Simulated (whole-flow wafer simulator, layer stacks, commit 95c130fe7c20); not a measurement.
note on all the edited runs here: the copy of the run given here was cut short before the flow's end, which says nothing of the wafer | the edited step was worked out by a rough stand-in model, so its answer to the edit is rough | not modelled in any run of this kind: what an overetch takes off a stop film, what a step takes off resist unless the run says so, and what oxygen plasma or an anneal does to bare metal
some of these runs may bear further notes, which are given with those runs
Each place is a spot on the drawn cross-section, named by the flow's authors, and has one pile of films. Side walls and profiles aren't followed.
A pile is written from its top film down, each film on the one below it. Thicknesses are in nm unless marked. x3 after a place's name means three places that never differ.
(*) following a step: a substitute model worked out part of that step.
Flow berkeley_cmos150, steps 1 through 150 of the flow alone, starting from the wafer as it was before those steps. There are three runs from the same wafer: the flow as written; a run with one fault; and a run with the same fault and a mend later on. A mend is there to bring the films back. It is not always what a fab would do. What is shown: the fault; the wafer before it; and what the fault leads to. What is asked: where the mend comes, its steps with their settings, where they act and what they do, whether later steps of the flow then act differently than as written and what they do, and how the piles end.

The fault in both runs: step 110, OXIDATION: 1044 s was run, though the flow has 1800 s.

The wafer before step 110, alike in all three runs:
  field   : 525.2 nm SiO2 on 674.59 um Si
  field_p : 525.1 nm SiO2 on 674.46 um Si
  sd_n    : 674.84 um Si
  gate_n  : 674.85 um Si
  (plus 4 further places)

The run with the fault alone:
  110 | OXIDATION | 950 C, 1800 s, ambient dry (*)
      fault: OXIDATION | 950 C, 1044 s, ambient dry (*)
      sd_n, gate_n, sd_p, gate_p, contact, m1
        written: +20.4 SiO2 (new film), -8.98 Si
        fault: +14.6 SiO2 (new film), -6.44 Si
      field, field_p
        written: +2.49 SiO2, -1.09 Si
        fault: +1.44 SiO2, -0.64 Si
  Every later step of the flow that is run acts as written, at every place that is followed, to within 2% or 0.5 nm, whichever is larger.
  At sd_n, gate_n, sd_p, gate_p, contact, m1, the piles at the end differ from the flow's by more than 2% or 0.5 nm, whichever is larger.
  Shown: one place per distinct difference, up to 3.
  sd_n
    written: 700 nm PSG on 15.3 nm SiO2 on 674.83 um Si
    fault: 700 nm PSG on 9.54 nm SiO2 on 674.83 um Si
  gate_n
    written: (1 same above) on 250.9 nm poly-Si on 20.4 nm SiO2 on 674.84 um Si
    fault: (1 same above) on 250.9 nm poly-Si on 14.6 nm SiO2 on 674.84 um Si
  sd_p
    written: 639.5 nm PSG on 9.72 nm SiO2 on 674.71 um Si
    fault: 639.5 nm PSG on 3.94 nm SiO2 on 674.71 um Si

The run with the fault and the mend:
  The mend stands after step 110.
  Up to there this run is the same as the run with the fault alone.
  110a | OXIDATION | 950 C, 674 s, ambient dry (*) (the flow's step 110, run once more with other settings)
      sd_n, gate_n, sd_p, gate_p, contact, m1
        +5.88 SiO2, -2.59 Si
      field, field_p
        +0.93 SiO2, -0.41 Si
  Every later step of the flow that is run acts as written, at every place that is followed, to within 2% or 0.5 nm, whichever is larger.
  When the end is reached, the piles differ only a little from the flow's at the places that both follow, at most by 2% or 0.5 nm, whichever is larger.
